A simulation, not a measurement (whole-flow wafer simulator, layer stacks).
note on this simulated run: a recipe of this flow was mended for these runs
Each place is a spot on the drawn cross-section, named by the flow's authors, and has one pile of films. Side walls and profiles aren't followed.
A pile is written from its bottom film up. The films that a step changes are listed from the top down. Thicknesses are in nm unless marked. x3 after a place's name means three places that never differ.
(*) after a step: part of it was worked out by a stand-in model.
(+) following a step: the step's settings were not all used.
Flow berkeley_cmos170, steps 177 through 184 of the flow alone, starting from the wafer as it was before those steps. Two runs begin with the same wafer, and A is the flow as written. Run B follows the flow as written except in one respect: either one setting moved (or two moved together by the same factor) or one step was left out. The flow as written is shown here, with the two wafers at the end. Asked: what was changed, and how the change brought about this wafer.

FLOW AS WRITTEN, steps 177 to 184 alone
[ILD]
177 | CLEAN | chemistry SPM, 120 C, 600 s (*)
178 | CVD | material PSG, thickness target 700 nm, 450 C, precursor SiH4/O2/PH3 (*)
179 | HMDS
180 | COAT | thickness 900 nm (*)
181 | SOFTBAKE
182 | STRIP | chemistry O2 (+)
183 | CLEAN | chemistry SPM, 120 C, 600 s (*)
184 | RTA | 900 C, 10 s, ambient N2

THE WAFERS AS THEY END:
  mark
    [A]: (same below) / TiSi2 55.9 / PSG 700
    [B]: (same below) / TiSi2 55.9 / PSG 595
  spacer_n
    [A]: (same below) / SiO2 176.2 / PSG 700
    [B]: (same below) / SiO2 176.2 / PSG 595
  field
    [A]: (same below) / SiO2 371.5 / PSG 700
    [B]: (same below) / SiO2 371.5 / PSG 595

The reason: step 178, CVD: thickness target 595 nm was run, whereas the flow has thickness target 700 nm.
The wafer lets one read it off: mark has PSG 595, and step 178 as written asks for 700 nm.

The path from the change to this, step by step:
  178 | CVD | material PSG, thickness target 700 nm, 450 C, precursor SiH4/O2/PH3 (*)
      field, mark, sd_n and 10 more: A PSG gains 700 (new film) | B PSG gains 595 (new film)
